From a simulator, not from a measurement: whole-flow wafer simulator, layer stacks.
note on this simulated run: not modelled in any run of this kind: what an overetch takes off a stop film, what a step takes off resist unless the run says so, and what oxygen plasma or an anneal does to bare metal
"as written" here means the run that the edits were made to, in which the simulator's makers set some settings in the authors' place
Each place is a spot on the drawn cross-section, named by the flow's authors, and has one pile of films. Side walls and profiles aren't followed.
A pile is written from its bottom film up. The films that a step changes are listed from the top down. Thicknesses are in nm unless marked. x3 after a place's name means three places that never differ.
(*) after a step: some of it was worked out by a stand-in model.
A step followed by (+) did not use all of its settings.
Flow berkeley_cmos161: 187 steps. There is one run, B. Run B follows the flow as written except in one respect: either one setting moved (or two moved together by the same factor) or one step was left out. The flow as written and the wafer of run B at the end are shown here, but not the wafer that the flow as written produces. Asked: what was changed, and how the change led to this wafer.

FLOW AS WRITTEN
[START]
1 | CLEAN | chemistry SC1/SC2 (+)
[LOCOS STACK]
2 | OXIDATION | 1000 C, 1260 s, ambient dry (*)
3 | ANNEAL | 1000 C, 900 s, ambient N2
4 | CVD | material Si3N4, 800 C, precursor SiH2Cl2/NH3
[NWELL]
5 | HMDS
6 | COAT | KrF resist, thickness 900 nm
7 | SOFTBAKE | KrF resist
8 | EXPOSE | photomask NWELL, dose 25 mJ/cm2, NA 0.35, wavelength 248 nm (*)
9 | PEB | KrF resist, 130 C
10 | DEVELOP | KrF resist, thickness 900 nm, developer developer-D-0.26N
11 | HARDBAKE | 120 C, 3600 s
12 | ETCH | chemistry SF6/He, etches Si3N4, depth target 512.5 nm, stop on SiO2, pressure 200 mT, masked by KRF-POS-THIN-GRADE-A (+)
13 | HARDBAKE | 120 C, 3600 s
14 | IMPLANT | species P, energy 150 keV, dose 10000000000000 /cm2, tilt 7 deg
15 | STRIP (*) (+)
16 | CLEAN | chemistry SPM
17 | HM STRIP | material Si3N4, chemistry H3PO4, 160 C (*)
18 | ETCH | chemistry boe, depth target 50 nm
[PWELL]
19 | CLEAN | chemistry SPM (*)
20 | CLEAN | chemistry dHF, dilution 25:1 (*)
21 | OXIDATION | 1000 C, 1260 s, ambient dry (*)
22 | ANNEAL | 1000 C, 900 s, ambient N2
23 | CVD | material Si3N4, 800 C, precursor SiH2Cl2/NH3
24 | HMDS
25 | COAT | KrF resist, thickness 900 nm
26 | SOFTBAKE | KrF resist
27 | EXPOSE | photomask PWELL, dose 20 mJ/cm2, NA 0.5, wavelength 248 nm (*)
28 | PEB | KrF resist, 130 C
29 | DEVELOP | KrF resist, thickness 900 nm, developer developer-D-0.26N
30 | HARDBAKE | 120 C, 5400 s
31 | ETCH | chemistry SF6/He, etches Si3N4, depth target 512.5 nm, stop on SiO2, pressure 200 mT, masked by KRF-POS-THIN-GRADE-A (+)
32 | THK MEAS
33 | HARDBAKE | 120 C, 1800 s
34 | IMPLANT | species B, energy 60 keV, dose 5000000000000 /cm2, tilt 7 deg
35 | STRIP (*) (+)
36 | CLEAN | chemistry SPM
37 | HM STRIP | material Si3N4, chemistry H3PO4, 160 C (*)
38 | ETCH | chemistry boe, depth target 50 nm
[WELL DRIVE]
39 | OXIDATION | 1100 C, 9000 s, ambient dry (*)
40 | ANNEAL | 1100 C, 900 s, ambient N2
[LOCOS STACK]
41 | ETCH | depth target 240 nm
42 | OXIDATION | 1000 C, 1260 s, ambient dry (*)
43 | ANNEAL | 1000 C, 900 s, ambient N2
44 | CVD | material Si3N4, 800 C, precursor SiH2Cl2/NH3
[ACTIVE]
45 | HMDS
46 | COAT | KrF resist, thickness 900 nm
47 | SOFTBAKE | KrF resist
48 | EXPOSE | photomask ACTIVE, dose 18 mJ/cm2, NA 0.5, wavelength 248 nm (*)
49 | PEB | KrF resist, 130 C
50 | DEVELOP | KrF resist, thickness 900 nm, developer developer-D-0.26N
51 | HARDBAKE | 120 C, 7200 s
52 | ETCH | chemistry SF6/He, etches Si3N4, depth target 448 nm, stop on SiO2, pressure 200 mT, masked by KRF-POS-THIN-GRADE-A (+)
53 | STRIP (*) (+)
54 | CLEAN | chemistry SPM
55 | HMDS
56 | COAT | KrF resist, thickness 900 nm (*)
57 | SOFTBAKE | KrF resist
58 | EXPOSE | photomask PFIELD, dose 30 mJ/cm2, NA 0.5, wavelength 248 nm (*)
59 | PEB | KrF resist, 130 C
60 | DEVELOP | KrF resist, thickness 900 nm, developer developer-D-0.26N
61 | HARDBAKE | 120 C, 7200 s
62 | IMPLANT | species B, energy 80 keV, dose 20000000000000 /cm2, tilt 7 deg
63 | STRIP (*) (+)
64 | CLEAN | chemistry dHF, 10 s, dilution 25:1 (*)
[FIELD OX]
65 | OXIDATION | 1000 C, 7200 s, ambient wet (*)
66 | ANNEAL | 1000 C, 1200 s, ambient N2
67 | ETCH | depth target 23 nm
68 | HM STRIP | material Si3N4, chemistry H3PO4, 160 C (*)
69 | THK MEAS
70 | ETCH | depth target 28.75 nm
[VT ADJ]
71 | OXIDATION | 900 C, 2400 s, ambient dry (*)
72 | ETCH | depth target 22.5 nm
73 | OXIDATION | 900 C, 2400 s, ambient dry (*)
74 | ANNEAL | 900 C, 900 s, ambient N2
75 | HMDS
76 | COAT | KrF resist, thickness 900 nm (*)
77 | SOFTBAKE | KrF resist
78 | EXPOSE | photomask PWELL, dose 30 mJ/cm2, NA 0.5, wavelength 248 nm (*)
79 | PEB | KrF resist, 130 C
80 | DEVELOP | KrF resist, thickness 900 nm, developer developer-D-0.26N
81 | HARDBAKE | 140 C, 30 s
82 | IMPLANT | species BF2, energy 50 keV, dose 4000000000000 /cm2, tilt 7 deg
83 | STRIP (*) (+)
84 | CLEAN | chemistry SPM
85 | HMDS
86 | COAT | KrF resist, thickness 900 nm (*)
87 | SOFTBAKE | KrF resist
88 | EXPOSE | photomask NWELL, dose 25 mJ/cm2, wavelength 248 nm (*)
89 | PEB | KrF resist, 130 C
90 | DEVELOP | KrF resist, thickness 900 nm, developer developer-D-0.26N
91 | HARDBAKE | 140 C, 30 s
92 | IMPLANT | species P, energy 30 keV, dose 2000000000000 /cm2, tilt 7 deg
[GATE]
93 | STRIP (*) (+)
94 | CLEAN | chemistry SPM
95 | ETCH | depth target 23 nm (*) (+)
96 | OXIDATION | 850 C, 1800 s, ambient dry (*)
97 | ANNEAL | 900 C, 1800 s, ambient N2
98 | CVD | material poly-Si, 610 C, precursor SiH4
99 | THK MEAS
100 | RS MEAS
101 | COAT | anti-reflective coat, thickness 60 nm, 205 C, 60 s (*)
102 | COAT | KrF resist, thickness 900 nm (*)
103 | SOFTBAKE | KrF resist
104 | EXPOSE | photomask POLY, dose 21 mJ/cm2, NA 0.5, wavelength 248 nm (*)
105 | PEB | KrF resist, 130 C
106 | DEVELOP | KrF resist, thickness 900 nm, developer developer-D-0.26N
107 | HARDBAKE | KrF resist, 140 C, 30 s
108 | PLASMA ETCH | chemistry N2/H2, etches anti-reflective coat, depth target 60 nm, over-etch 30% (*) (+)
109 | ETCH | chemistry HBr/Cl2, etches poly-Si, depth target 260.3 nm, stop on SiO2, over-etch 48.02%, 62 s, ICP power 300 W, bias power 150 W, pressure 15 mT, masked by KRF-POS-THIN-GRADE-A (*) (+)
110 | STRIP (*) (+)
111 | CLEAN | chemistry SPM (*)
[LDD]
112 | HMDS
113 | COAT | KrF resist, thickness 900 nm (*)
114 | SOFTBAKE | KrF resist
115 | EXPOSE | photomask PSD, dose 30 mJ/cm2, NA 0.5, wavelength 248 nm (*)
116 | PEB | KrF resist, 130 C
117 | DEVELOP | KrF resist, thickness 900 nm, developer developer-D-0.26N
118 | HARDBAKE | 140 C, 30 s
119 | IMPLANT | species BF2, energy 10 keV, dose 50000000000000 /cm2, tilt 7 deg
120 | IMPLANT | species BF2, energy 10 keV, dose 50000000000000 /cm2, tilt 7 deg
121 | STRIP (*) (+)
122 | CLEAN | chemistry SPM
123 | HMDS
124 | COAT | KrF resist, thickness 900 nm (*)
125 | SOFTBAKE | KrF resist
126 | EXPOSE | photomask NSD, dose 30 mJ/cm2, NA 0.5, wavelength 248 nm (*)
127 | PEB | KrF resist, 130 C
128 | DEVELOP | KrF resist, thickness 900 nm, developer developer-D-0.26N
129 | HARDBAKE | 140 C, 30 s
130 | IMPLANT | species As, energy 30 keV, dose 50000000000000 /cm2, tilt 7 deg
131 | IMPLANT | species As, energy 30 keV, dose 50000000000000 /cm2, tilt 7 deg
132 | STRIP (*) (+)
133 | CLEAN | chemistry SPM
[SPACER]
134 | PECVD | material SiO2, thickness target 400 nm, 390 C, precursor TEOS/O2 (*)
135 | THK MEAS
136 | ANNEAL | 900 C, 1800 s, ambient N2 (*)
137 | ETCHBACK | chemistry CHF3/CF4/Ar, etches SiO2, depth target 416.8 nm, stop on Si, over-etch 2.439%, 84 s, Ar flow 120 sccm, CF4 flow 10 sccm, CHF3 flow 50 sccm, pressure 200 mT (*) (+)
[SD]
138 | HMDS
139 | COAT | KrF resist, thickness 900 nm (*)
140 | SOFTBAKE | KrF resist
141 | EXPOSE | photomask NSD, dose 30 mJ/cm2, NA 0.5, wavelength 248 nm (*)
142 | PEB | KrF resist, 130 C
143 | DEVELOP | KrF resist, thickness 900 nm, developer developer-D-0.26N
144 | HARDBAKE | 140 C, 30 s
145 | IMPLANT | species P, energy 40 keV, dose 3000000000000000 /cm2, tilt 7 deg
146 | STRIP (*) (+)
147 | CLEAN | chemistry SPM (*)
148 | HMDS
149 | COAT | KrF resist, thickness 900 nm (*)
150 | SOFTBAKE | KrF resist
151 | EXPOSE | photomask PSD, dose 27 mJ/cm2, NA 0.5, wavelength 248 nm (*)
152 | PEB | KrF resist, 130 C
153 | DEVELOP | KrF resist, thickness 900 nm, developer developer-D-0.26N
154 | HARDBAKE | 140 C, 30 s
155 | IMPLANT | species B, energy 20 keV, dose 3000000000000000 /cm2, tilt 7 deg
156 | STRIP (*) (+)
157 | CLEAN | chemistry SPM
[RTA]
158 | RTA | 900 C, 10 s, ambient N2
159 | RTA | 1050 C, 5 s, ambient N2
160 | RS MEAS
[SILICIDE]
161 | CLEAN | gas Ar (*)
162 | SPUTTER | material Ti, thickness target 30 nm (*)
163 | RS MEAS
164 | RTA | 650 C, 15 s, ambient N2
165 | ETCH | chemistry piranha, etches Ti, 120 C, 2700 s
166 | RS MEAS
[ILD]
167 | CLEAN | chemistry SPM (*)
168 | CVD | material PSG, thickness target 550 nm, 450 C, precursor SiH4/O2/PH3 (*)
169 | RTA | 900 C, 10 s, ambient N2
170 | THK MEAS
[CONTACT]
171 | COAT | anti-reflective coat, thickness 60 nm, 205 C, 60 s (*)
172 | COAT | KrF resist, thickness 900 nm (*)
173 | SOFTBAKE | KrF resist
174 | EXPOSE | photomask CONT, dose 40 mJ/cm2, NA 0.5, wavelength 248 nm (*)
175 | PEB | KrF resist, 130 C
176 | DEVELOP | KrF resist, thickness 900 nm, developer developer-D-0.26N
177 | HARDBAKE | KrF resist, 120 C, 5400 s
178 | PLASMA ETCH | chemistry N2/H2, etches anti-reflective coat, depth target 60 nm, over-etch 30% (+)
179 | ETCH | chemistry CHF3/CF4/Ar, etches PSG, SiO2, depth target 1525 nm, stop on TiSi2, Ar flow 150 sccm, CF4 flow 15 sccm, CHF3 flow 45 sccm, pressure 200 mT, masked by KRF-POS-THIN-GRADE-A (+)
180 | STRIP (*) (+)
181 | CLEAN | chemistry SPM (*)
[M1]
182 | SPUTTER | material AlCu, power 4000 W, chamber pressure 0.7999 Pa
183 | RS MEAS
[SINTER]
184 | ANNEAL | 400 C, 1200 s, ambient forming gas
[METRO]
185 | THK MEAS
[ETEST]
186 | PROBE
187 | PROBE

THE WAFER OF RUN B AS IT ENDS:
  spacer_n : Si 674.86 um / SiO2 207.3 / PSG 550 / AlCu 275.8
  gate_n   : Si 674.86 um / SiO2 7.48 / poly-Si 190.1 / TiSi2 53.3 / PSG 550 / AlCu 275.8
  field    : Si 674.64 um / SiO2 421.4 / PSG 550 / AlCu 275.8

The reason: step 70, ETCH: depth target 15.7 nm was run, while the flow as written has depth target 28.75 nm.

The path from the change to this, step by step:
  70 | ETCH | depth target 28.75 nm
      spacer_n, gate_n, spacer_p, gate_p, contact, m1: SiO2 loses 15.7 (as written it would have been: SiO2 loses 24.8 (all of it))
      sd_n, sd_p: SiO2 loses 15.7 (as written it would have been: SiO2 loses 25 (all of it))
      (and at 1 other place as well)
  71 | OXIDATION | 900 C, 2400 s, ambient dry (*)
      spacer_n, gate_n, spacer_p, gate_p, contact, m1: SiO2 gains 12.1, Si loses 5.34 (as written it would have been: SiO2 gains 14.9 (new film), Si loses 6.57)
      sd_n, sd_p: SiO2 gains 12.1, Si loses 5.32 (as written it would have been: SiO2 gains 14.9 (new film), Si loses 6.57)
  72 | ETCH | depth target 22.5 nm
      spacer_n, gate_n, spacer_p, gate_p, contact, m1: SiO2 loses 21.2 (all of it) (as written it would have been: SiO2 loses 14.9 (all of it))
      sd_n, sd_p: SiO2 loses 21.4 (all of it) (as written it would have been: SiO2 loses 14.9 (all of it))
  101 | COAT | anti-reflective coat, thickness 60 nm, 205 C, 60 s (*)
      sd_n: anti-reflective coat gains 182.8 (new film) (as written it would have been: anti-reflective coat gains 173.5 (new film))
      spacer_n: anti-reflective coat gains 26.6 (new film) (as written it would have been: anti-reflective coat gains 28.7 (new film))
      (and at 4 other places as well)
  108 | PLASMA ETCH | chemistry N2/H2, etches anti-reflective coat, depth target 60 nm, over-etch 30% (*) (+)
      sd_n: anti-reflective coat loses 182.8 (all of it), poly-Si loses 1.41 (as written it would have been: anti-reflective coat loses 173.5 (all of it), poly-Si loses 1.33)
      spacer_n: anti-reflective coat loses 26.6 (all of it), poly-Si loses 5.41 (as written it would have been: anti-reflective coat loses 28.7 (all of it), poly-Si loses 5.05)
      (and at 2 other places as well)
  110 | STRIP (*) (+)
      gate_n: chemical SiO2 gains 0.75 (new film), KrF resist loses 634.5 (all of it), anti-reflective coat loses 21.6 (all of it), poly-Si loses 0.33 (as written it would have been: chemical SiO2 gains 0.75 (new film), KrF resist loses 626.8 (all of it), anti-reflective coat loses 23.7 (all of it), poly-Si loses 0.33)
      gate_p: chemical SiO2 gains 0.75 (new film), KrF resist loses 602.8 (all of it), anti-reflective coat loses 26.8 (all of it), poly-Si loses 0.33 (as written it would have been: chemical SiO2 gains 0.75 (new film), KrF resist loses 598.2 (all of it), anti-reflective coat loses 27.9 (all of it), poly-Si loses 0.33)
  171 | COAT | anti-reflective coat, thickness 60 nm, 205 C, 60 s (*)
      sd_n: anti-reflective coat gains 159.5 (new film) (as written it would have been: anti-reflective coat gains 149.7 (new film))
      m1: anti-reflective coat gains 100.4 (new film) (as written it would have been: anti-reflective coat gains 97.8 (new film))
  180 | STRIP (*) (+)
      sd_n: KrF resist loses 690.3 (all of it), anti-reflective coat loses 159.5 (all of it) (as written it would have been: KrF resist loses 692.5 (all of it), anti-reflective coat loses 149.7 (all of it))
      m1: KrF resist loses 744.4 (all of it), anti-reflective coat loses 100.4 (all of it) (as written it would have been: KrF resist loses 739.9 (all of it), anti-reflective coat loses 97.8 (all of it))
